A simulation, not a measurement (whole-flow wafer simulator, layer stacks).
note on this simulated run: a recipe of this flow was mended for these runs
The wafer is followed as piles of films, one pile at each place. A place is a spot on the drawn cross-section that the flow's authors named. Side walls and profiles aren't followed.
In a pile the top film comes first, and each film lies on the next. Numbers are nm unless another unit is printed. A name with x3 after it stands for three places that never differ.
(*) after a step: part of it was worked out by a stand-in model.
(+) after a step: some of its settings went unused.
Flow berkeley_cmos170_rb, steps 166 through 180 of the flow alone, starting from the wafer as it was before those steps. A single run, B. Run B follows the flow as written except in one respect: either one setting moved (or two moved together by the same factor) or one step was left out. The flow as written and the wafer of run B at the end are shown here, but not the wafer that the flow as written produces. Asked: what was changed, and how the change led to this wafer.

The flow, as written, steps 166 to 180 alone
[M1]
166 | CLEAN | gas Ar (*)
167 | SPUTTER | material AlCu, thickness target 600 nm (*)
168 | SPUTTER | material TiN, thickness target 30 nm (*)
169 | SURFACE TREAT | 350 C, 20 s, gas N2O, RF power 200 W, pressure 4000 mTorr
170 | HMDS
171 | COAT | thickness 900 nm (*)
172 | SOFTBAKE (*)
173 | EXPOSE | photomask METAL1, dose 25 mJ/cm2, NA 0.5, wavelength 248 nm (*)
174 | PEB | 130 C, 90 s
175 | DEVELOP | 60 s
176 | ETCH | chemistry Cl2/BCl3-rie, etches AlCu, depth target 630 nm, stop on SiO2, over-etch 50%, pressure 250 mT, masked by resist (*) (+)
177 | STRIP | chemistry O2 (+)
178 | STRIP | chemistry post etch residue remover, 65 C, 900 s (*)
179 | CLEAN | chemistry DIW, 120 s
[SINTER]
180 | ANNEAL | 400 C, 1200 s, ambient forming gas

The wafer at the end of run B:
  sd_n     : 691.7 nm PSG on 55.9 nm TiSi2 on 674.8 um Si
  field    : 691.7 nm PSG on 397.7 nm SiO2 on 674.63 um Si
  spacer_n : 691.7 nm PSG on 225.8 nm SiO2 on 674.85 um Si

Cause: step 167, SPUTTER: thickness target 892.5 nm was run, though the flow has thickness target 600 nm.

How this came from the change, step by step:
  167 | SPUTTER | material AlCu, thickness target 600 nm (*)
      field, sd_n, spacer_n, gate, spacer_p, gate_p, m1: +892.5 AlCu (new film) (as written it would have been: +600 AlCu (new film))
      sd_p: +833.2 AlCu (new film) (as written it would have been: +549.6 AlCu (new film))
      (and at 1 other place as well)
  168 | SPUTTER | material TiN, thickness target 30 nm (*)
      contact: +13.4 TiN (new film) (as written it would have been: +16.3 TiN (new film))
  171 | COAT | thickness 900 nm (*)
      contact: +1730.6 KrF-resist (new film) (as written it would have been: +1612.7 KrF-resist (new film))
  176 | ETCH | chemistry Cl2/BCl3-rie, etches AlCu, depth target 630 nm, stop on SiO2, over-etch 50%, pressure 250 mT, masked by resist (*) (+)
      field, sd_n, spacer_n, gate, spacer_p, gate_p: -30 TiN (all of it), -892.5 AlCu (all of it), -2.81 PSG (as written it would have been: -30 TiN (all of it), -600 AlCu (all of it), -39.4 PSG)
      sd_p: -25.7 TiN (all of it), -833.2 AlCu (all of it), -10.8 PSG (as written it would have been: -25.8 TiN (all of it), -549.6 AlCu (all of it), -46.2 PSG)
  177 | STRIP | chemistry O2 (+)
      contact: -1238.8 KrF-resist (all of it) (as written it would have been: -1121.3 KrF-resist (all of it))
